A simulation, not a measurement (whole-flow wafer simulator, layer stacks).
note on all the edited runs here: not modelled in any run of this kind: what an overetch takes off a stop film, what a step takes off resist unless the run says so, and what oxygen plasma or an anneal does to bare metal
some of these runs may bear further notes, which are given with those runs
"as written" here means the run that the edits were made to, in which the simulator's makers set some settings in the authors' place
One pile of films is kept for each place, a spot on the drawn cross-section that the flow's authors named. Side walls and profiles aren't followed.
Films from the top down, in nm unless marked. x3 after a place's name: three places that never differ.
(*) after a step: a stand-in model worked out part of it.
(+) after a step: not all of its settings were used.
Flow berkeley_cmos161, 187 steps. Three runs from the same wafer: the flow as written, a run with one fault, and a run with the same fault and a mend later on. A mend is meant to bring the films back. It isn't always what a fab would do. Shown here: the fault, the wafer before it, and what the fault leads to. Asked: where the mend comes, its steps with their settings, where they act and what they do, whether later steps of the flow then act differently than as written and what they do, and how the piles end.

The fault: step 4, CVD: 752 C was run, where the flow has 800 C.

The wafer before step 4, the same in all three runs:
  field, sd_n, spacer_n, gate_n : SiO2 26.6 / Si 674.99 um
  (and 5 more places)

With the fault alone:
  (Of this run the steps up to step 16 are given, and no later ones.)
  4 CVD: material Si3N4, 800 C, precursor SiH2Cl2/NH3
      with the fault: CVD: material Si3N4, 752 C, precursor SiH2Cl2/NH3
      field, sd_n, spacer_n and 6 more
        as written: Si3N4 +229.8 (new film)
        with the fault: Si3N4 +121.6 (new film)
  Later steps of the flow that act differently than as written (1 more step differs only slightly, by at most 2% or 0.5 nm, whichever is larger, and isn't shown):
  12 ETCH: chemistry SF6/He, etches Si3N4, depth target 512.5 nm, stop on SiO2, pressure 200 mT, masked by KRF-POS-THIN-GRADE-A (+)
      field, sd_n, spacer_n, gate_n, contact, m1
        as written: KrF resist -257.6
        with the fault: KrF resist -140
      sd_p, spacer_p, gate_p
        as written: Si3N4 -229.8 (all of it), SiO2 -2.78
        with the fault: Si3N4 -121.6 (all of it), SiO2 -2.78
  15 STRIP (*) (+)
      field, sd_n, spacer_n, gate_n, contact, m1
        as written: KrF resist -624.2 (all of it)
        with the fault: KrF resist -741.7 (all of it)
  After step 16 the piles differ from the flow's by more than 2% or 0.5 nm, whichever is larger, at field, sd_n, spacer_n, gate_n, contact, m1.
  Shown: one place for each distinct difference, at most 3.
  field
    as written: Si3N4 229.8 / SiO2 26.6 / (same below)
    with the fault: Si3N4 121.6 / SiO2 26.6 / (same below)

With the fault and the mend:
  The mend comes after step 11.
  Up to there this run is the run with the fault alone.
  11a STRIP (*) (+)
      field, sd_n, spacer_n, gate_n, contact, m1
        KrF resist -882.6 (all of it)
  11b CLEAN: chemistry SC1/SC2 (*) (the flow's step 1 once more)
      changes no film at any place that is followed
  11c CVD: material Si3N4, 800 C, precursor SiH2Cl2/NH3 (the flow's step 4 once more, with other settings that aren't printed)
      field, sd_n, spacer_n and 6 more
        Si3N4 +108.2
  11d HMDS (the flow's step 5 once more)
      changes no film at any place that is followed
  11e COAT: KrF resist, thickness 900 nm (the flow's step 6 once more)
      field, sd_n, spacer_n and 6 more
        KrF resist +900 (new film)
  11f SOFTBAKE: KrF resist (the flow's step 7 once more)
      changes no film at any place that is followed
  11g EXPOSE: photomask NWELL, dose 25 mJ/cm2, NA 0.35, wavelength 248 nm (*) (the flow's step 8 once more)
      changes no film at any place that is followed
  11h PEB: KrF resist, 130 C (the flow's step 9 once more)
      field, sd_n, spacer_n and 6 more
        KrF resist -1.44
  11i DEVELOP: KrF resist, thickness 900 nm, developer developer-D-0.26N (the flow's step 10 once more)
      field, sd_n, spacer_n, gate_n, contact, m1
        KrF resist -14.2
      sd_p, spacer_p, gate_p
        KrF resist -898.6 (all of it)
  11j HARDBAKE: 120 C, 3600 s (the flow's step 11 once more)
      field, sd_n, spacer_n, gate_n, contact, m1
        KrF resist -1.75
  No later step of the flow acts differently than as written at any place that is followed.
  At the end the piles are the same as the flow's at every place that both follow.
